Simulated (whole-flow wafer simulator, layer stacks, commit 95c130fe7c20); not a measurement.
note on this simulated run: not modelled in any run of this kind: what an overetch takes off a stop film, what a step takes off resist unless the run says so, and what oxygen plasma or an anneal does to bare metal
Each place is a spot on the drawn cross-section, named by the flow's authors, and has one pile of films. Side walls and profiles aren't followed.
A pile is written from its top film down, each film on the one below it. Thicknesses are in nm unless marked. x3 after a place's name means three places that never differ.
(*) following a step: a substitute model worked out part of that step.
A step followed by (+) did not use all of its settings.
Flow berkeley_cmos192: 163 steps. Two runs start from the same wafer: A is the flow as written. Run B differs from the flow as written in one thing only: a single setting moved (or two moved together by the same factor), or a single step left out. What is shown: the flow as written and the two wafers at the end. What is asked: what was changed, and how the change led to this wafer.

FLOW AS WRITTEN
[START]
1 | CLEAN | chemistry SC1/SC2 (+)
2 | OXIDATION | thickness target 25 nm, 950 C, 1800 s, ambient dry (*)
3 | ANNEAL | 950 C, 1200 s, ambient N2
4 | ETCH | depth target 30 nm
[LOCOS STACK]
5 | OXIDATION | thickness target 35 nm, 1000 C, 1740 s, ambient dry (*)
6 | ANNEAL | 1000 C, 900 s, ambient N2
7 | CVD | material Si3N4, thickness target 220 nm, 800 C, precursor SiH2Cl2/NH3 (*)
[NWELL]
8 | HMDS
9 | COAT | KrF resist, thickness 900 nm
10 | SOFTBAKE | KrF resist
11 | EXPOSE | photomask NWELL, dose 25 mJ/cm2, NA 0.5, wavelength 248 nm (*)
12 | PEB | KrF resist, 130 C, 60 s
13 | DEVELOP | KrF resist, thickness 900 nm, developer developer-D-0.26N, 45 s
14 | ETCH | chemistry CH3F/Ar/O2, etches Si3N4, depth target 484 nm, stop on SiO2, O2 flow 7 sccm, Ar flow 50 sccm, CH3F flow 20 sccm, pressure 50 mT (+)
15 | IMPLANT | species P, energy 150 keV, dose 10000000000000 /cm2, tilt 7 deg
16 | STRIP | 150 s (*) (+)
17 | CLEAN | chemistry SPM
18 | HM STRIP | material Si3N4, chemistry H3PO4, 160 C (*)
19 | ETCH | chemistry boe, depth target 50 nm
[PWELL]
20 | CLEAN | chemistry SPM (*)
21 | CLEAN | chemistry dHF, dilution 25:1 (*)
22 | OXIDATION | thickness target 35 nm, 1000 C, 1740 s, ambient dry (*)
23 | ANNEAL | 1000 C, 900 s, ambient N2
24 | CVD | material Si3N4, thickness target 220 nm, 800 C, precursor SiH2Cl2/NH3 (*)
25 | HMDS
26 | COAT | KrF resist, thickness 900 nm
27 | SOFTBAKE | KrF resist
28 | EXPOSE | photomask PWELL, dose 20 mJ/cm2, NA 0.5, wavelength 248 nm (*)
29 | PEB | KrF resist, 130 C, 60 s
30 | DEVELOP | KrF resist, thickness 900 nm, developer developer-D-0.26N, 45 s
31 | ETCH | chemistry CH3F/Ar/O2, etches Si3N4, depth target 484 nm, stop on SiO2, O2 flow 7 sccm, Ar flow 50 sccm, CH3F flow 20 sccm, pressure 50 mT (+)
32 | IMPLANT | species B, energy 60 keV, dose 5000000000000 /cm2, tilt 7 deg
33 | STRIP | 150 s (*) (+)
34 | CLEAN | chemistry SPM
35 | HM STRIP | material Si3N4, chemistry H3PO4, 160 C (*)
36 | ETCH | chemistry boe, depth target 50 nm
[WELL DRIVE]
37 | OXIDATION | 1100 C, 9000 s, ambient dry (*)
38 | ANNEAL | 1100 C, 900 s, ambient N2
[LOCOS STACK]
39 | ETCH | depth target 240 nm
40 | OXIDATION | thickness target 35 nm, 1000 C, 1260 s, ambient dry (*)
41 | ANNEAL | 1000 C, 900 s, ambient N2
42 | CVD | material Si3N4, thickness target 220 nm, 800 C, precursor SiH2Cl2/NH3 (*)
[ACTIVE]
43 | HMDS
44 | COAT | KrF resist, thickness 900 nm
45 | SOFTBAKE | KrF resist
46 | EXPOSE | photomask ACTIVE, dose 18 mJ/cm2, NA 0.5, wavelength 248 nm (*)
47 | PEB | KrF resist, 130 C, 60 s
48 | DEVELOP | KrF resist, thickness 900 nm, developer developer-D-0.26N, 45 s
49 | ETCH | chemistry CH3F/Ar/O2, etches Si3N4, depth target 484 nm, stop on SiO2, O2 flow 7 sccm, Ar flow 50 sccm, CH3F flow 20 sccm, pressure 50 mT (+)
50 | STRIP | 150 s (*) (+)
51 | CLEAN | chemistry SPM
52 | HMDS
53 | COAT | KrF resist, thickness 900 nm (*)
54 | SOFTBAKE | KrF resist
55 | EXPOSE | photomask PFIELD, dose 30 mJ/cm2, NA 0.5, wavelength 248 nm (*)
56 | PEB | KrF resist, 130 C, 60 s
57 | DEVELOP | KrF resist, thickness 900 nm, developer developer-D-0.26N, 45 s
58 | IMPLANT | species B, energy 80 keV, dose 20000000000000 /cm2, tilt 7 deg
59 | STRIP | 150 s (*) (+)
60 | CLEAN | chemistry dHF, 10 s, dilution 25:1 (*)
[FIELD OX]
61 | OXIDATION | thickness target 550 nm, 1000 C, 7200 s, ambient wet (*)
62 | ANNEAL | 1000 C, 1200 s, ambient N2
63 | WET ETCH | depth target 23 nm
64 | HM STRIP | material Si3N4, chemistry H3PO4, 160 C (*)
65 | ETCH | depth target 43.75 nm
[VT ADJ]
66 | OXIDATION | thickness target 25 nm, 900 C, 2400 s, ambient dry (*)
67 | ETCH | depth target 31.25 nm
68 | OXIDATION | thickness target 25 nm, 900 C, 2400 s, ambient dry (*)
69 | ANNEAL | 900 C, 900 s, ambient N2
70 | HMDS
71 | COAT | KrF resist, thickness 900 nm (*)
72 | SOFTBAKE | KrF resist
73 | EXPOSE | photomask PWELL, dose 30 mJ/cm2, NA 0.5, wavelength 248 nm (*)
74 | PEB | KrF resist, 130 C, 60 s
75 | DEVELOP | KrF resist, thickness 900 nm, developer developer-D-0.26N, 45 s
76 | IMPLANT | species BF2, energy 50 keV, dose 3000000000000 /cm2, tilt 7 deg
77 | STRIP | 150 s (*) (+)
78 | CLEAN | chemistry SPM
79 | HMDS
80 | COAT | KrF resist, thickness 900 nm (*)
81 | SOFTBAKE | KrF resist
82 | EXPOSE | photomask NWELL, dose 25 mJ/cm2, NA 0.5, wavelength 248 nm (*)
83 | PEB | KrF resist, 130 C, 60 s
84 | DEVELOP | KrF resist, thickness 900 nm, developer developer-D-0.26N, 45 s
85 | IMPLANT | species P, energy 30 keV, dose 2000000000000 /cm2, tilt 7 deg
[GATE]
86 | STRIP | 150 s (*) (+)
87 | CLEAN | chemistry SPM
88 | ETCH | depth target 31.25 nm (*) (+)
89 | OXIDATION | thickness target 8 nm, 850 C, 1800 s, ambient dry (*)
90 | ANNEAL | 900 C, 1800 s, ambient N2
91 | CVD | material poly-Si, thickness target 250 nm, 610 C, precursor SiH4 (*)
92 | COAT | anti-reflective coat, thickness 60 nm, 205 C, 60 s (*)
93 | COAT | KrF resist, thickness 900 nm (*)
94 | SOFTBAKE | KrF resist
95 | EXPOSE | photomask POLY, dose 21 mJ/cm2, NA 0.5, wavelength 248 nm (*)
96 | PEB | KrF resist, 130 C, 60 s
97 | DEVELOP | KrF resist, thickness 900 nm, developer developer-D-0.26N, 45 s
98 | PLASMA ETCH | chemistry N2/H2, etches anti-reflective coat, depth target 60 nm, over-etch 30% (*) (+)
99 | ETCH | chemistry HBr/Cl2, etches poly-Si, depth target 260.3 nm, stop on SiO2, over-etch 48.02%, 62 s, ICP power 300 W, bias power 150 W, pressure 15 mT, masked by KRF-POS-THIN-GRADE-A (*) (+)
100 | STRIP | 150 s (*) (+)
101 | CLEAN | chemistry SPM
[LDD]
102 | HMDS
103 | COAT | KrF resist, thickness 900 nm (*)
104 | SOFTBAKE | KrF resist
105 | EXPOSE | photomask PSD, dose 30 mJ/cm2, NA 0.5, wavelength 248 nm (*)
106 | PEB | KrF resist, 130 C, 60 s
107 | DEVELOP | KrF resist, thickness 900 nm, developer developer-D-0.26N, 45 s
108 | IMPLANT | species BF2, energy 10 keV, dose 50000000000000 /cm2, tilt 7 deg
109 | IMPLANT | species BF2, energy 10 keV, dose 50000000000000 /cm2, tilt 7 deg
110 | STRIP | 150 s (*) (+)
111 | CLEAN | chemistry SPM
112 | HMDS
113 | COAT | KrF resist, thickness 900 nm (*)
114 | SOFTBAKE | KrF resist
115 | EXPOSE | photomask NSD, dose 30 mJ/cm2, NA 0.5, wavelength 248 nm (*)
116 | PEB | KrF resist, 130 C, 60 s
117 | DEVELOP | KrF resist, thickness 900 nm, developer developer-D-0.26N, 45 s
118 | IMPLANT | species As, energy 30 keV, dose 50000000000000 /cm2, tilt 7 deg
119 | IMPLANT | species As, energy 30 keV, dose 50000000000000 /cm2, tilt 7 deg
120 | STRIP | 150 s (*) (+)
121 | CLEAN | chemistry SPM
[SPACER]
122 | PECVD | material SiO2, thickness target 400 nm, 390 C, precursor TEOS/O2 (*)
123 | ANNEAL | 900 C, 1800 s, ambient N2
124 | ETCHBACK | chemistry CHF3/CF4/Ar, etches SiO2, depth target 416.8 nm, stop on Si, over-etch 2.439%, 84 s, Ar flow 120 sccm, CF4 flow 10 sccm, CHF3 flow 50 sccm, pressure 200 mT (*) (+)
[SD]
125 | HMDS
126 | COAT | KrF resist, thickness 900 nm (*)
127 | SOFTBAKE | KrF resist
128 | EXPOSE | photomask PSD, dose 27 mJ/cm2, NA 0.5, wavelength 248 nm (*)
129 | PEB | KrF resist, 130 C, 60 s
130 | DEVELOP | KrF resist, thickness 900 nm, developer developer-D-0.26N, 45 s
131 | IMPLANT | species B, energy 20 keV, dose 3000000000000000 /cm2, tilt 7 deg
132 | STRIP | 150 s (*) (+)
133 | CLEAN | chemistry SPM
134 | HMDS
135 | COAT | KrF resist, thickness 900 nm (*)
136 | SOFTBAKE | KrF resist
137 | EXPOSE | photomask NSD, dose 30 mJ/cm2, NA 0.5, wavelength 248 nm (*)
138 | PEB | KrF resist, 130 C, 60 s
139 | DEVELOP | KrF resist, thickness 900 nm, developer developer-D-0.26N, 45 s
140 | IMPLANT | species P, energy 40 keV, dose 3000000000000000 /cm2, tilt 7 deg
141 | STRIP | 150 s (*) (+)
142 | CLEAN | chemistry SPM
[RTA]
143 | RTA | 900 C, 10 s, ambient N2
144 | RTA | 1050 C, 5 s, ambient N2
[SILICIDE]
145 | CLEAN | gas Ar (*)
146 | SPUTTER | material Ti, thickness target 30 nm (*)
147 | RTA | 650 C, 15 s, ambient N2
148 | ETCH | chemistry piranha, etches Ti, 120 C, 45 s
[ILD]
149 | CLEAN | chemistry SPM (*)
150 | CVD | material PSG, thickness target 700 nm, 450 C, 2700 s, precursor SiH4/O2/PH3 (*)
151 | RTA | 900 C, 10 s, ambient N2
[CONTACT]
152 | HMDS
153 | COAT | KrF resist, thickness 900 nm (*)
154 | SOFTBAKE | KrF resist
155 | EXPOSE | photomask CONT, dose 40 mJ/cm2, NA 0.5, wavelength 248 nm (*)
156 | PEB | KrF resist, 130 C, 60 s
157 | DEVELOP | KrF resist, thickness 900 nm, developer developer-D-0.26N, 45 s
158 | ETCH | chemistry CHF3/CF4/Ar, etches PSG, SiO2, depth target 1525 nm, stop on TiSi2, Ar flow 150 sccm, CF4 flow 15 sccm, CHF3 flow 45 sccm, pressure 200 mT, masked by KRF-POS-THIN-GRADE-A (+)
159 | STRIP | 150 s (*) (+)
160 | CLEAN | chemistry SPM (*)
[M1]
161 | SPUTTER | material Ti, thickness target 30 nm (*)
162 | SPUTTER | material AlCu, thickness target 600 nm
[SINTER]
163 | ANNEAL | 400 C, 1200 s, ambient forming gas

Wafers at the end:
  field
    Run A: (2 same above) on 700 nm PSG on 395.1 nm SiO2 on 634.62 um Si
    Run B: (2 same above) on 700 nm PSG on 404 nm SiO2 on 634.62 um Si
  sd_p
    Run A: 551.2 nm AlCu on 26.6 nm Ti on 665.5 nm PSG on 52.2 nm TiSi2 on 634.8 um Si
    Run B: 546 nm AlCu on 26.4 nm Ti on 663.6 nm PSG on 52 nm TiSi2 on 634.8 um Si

The reason: step 63, WET ETCH: depth target 14 nm was run, while the flow as written has depth target 23 nm.

Step by step, how the change led to this:
  63 | WET ETCH | depth target 23 nm
      field: A SiO2 loses 23 | B SiO2 loses 14
  92 | COAT | anti-reflective coat, thickness 60 nm, 205 C, 60 s (*)
      sd_n: A anti-reflective coat gains 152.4 (new film) | B anti-reflective coat gains 158.7 (new film)
      spacer_n: A anti-reflective coat gains 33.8 (new film) | B anti-reflective coat gains 31.6 (new film)
      (as well as at 4 more places)
  98 | PLASMA ETCH | chemistry N2/H2, etches anti-reflective coat, depth target 60 nm, over-etch 30% (*) (+)
      sd_n: A anti-reflective coat loses 152.4 (all of it), poly-Si loses 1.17 | B anti-reflective coat loses 158.7 (all of it), poly-Si loses 1.22
      spacer_n: A anti-reflective coat loses 33.8 (all of it), poly-Si loses 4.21 | B anti-reflective coat loses 31.6 (all of it), poly-Si loses 4.48
      (as well as at 2 more places)
  100 | STRIP | 150 s (*) (+)
      gate: A chemical SiO2 gains 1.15 (new film), KrF resist loses 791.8 (all of it), anti-reflective coat loses 30 (all of it), poly-Si loses 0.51 | B chemical SiO2 gains 1.15 (new film), KrF resist loses 799.4 (all of it), anti-reflective coat loses 27.7 (all of it), poly-Si loses 0.51
      gate_p: A chemical SiO2 gains 1.15 (new film), KrF resist loses 765.1 (all of it), anti-reflective coat loses 31 (all of it), poly-Si loses 0.51 | B chemical SiO2 gains 1.15 (new film), KrF resist loses 770.1 (all of it), anti-reflective coat loses 29.3 (all of it), poly-Si loses 0.51
